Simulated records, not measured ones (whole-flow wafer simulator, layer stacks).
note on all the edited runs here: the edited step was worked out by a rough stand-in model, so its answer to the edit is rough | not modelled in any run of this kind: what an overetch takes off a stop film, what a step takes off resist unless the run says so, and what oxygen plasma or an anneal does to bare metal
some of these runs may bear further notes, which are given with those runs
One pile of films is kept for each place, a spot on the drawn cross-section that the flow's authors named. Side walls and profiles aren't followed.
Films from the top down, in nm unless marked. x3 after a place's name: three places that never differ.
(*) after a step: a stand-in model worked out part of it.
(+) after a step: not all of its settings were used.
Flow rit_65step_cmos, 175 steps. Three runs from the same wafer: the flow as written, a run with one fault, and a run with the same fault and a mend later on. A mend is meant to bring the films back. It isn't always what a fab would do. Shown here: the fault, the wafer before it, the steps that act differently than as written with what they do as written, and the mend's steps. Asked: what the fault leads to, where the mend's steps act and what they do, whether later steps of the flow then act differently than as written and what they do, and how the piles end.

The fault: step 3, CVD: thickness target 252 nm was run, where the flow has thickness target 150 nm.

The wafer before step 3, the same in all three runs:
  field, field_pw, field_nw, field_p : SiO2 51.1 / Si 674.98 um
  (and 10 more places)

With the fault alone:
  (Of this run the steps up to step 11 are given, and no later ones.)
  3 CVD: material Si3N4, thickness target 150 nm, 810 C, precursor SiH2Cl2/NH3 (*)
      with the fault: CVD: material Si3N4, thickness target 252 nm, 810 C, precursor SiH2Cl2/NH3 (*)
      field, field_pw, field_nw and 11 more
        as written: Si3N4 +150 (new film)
        with the fault: Si3N4 +252 (new film)
  No later step of the flow up to step 11 acts differently than as written at any place that is followed.
  After step 11 the piles differ from the flow's by more than 2% or 0.5 nm, whichever is larger, at field, field_pw, field_nw and 11 more.
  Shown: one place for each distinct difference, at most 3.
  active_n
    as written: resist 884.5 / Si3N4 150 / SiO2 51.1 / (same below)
    with the fault: resist 884.5 / Si3N4 252 / SiO2 51.1 / (same below)
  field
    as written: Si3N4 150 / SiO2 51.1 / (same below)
    with the fault: Si3N4 252 / SiO2 51.1 / (same below)

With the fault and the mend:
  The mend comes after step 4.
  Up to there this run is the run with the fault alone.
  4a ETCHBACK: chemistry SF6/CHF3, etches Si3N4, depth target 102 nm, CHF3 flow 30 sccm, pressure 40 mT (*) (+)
      field, field_pw, field_nw and 11 more
        Si3N4 -102
  No later step of the flow acts differently than as written at any place that is followed.
  At the end the piles are the same as the flow's at every place that both follow.
